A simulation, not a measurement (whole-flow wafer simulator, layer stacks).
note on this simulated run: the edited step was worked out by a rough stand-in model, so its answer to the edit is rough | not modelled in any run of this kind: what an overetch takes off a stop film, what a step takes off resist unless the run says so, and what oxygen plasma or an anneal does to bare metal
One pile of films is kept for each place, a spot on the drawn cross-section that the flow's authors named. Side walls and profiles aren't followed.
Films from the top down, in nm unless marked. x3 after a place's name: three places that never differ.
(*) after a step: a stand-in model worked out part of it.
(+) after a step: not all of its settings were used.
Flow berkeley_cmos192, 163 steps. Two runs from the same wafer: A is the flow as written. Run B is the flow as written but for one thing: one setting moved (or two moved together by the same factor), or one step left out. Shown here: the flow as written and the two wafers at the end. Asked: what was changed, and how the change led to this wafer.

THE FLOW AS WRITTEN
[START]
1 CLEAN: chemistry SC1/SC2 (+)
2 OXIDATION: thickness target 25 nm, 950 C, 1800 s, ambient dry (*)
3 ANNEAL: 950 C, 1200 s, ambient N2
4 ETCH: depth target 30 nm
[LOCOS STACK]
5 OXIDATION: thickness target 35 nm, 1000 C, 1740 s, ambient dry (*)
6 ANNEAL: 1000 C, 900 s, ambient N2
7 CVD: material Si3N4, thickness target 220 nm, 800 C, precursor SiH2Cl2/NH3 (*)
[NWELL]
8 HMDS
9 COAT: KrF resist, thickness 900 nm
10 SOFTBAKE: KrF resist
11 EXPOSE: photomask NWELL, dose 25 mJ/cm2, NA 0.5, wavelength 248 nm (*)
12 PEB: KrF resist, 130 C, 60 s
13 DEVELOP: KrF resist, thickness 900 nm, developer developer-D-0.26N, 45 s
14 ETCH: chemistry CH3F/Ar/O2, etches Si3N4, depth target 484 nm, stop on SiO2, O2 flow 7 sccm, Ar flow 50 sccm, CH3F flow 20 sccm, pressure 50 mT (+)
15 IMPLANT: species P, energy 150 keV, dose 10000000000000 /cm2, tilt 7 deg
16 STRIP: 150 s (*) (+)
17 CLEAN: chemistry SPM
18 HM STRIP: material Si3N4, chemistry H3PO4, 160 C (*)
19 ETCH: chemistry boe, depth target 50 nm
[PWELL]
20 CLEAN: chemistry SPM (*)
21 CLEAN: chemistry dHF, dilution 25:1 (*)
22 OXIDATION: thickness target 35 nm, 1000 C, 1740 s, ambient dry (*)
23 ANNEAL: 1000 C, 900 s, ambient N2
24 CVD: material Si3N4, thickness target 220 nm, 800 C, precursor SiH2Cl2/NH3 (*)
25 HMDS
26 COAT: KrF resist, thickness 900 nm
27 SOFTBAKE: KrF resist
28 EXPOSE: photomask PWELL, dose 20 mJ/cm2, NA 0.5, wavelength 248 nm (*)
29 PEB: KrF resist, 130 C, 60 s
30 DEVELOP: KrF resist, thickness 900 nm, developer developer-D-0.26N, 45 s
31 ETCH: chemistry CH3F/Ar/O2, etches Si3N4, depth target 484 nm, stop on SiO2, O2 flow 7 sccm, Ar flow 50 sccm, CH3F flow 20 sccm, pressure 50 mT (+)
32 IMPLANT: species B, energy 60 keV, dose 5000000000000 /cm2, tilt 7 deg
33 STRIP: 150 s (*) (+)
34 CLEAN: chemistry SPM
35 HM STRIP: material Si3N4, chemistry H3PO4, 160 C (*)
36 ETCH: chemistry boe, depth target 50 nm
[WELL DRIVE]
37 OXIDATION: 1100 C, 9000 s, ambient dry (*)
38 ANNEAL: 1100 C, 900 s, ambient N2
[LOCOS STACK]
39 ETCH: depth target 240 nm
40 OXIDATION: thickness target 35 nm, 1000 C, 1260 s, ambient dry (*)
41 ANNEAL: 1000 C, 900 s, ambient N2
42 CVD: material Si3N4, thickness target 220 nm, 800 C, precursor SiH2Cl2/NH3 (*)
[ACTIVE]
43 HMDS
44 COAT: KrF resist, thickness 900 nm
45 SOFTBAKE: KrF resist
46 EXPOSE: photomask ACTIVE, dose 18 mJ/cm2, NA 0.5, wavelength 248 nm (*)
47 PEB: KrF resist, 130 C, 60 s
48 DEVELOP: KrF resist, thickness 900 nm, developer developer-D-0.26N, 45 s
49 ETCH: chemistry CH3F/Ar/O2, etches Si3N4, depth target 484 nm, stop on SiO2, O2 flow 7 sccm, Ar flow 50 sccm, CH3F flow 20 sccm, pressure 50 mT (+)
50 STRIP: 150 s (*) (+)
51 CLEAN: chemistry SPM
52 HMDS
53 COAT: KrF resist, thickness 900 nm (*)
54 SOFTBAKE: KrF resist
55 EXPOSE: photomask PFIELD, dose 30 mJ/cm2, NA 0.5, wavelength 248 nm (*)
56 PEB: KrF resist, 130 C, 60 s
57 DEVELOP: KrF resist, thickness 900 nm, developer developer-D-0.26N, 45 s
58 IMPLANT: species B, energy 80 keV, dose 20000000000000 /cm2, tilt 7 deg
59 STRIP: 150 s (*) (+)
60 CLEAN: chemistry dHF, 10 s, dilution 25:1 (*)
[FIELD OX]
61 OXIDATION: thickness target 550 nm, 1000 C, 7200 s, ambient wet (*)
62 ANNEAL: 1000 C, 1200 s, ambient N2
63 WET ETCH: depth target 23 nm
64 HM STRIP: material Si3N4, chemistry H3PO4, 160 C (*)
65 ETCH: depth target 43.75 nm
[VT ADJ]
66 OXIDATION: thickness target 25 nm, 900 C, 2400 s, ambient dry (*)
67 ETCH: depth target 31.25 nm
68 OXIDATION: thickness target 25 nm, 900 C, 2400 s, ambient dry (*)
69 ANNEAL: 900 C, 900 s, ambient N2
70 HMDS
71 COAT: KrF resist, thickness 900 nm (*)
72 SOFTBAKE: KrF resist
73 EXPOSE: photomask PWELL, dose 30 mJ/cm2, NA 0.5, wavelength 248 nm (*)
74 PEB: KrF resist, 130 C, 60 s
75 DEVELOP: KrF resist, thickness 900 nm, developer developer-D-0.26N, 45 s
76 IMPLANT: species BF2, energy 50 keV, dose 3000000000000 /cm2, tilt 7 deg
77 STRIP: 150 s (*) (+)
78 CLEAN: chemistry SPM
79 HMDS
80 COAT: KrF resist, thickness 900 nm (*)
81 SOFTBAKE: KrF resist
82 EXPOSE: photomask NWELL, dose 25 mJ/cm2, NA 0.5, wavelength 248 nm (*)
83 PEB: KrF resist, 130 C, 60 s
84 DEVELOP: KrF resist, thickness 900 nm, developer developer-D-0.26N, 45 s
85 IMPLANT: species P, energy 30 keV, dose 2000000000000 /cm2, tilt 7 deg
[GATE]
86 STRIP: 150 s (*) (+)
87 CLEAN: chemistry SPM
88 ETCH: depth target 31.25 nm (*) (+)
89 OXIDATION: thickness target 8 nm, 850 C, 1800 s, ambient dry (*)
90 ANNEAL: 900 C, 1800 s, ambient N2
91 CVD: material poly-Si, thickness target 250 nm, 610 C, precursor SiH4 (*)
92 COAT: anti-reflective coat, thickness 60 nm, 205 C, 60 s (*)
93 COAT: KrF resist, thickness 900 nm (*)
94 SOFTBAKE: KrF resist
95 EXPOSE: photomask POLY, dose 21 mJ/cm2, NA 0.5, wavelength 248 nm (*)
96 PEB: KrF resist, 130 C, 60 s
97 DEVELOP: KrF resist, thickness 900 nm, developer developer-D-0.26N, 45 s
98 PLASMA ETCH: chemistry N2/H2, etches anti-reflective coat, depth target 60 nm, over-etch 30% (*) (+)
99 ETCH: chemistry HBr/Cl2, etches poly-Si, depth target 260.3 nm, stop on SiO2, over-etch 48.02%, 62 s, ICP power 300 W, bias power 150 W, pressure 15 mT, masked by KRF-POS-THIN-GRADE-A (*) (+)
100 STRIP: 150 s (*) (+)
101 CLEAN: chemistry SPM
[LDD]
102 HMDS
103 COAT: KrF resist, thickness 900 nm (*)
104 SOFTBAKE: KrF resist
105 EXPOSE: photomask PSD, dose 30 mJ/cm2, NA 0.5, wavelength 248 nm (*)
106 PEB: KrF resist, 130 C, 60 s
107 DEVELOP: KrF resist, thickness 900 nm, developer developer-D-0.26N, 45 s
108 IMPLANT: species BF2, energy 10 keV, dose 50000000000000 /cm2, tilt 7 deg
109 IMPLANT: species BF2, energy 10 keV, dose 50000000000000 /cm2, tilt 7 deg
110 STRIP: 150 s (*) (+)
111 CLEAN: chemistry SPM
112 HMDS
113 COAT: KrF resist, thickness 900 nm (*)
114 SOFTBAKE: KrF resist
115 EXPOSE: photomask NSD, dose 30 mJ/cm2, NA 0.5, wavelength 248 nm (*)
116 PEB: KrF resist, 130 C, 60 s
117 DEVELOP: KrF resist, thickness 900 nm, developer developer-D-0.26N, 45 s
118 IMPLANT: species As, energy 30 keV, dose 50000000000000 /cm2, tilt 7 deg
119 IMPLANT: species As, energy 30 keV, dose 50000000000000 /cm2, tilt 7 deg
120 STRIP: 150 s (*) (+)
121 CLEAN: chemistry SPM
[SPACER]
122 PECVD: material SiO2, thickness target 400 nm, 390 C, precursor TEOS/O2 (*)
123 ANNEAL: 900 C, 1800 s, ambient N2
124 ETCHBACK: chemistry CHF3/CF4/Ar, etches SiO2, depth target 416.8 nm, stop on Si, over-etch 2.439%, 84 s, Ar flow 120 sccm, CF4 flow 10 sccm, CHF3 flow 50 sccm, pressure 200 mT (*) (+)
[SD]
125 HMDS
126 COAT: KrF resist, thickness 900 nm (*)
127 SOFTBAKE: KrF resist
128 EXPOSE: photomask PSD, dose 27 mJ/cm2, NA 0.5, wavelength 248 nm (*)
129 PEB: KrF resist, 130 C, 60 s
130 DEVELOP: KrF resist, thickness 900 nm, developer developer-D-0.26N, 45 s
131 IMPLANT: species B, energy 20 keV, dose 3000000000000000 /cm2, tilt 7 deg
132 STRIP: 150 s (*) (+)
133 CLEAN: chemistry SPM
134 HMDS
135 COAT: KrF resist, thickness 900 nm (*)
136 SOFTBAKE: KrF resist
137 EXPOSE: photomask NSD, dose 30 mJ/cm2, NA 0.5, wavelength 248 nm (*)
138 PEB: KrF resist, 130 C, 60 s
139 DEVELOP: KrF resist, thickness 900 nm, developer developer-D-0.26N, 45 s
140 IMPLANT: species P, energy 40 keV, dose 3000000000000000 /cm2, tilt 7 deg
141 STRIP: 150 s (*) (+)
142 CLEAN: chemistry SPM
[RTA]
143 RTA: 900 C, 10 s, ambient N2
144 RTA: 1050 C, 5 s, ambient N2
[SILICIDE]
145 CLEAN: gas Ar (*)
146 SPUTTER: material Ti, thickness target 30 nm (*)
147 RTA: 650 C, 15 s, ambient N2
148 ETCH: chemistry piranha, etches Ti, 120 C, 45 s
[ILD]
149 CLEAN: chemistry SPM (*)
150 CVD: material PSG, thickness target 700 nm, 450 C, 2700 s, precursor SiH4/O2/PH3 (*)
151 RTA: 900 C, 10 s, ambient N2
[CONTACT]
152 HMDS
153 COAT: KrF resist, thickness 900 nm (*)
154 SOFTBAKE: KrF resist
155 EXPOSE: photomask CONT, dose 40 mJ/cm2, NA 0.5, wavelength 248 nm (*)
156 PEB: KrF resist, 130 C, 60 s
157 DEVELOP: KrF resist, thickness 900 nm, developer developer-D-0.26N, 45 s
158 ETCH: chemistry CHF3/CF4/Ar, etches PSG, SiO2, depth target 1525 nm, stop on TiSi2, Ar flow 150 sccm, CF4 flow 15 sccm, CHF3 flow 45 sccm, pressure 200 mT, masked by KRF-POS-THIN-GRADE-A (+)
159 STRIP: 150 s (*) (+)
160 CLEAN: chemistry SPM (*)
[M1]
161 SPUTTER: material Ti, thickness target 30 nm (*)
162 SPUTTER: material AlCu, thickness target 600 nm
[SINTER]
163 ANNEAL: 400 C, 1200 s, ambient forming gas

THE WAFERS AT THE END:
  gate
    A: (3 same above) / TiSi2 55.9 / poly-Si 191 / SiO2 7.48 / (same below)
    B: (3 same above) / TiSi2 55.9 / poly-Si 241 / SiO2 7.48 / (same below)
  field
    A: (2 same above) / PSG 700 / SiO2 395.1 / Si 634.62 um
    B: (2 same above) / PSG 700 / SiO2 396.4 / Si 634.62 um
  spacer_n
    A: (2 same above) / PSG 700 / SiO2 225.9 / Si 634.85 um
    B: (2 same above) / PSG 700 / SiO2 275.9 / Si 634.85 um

The cause: step 91, CVD: thickness target 300 nm was run, where the flow has thickness target 250 nm.

How the change led to this, step by step:
  91 CVD: material poly-Si, thickness target 250 nm, 610 C, precursor SiH4 (*)
      field, sd_n, spacer_n and 6 more: A poly-Si +250 (new film) | B poly-Si +300 (new film)
  92 COAT: anti-reflective coat, thickness 60 nm, 205 C, 60 s (*)
      contact: A anti-reflective coat +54 (new film) | B anti-reflective coat +55.2 (new film)
  98 PLASMA ETCH: chemistry N2/H2, etches anti-reflective coat, depth target 60 nm, over-etch 30% (*) (+)
      contact: A anti-reflective coat -54 (all of it), poly-Si -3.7 | B anti-reflective coat -55.2 (all of it), poly-Si -3.74
  99 ETCH: chemistry HBr/Cl2, etches poly-Si, depth target 260.3 nm, stop on SiO2, over-etch 48.02%, 62 s, ICP power 300 W, bias power 150 W, pressure 15 mT, masked by KRF-POS-THIN-GRADE-A (*) (+)
      spacer_n, spacer_p: A poly-Si -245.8 (all of it), SiO2 -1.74 | B poly-Si -295.7 (all of it), SiO2 -0.45
      field: A poly-Si -245.8 (all of it), SiO2 -1.74 | B poly-Si -295.8 (all of it), SiO2 -0.45
      (and at 4 more places)
  103 COAT: KrF resist, thickness 900 nm (*)
      gate: A KrF resist +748 (new film) | B KrF resist +706.2 (new film)
      gate_p: A KrF resist +744.1 (new film) | B KrF resist +702.3 (new film)
  107 DEVELOP: KrF resist, thickness 900 nm, developer developer-D-0.26N, 45 s
      gate_p: A KrF resist -742.9 (all of it) | B KrF resist -701.2 (all of it)
  110 STRIP: 150 s (*) (+)
      gate: A KrF resist -732.7 (all of it), chemical SiO2 +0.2, poly-Si -0.09 | B KrF resist -690.9 (all of it), chemical SiO2 +0.2, poly-Si -0.09
  113 COAT: KrF resist, thickness 900 nm (*)
      gate: A KrF resist +747.9 (new film) | B KrF resist +706.1 (new film)
      gate_p: A KrF resist +743.9 (new film) | B KrF resist +702.1 (new film)
  117 DEVELOP: KrF resist, thickness 900 nm, developer developer-D-0.26N, 45 s
      gate: A KrF resist -746.8 (all of it) | B KrF resist -705 (all of it)
  120 STRIP: 150 s (*) (+)
      gate_p: A KrF resist -728.6 (all of it), chemical SiO2 +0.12, poly-Si -0.05 | B KrF resist -686.9 (all of it), chemical SiO2 +0.12, poly-Si -0.05
  124 ETCHBACK: chemistry CHF3/CF4/Ar, etches SiO2, depth target 416.8 nm, stop on Si, over-etch 2.439%, 84 s, Ar flow 120 sccm, CF4 flow 10 sccm, CHF3 flow 50 sccm, pressure 200 mT (*) (+)
      spacer_n: A SiO2 -160 | B SiO2 -111.3
      spacer_p: A SiO2 -159.9 | B SiO2 -111.2
  126 COAT: KrF resist, thickness 900 nm (*)
      spacer_n: A KrF resist +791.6 (new film) | B KrF resist +755 (new film)
      gate: A KrF resist +771.5 (new film) | B KrF resist +735.7 (new film)
      (and at 2 more places)
  130 DEVELOP: KrF resist, thickness 900 nm, developer developer-D-0.26N, 45 s
      spacer_p: A KrF resist -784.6 (all of it) | B KrF resist -748.1 (all of it)
      gate_p: A KrF resist -764.3 (all of it) | B KrF resist -728.7 (all of it)
  132 STRIP: 150 s (*) (+)
      spacer_n: A KrF resist -776.1 (all of it) | B KrF resist -739.6 (all of it)
      gate: A chemical SiO2 +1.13 (new film), KrF resist -756.1 (all of it), poly-Si -0.5 | B chemical SiO2 +1.13 (new film), KrF resist -720.4 (all of it), poly-Si -0.5
  135 COAT: KrF resist, thickness 900 nm (*)
      spacer_n: A KrF resist +791.1 (new film) | B KrF resist +755.2 (new film)
      gate: A KrF resist +770.3 (new film) | B KrF resist +735.3 (new film)
      (and at 2 more places)
  139 DEVELOP: KrF resist, thickness 900 nm, developer developer-D-0.26N, 45 s
      spacer_n: A KrF resist -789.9 (all of it) | B KrF resist -754.1 (all of it)
      gate: A KrF resist -769.1 (all of it) | B KrF resist -734.2 (all of it)
  ... 2 more steps ...
  159 STRIP: 150 s (*) (+)
      spacer_n: A KrF resist -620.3 (all of it) | B KrF resist -593.4 (all of it)
      gate: A KrF resist -600.1 (all of it) | B KrF resist -576.5 (all of it)
      (and at 2 more places)
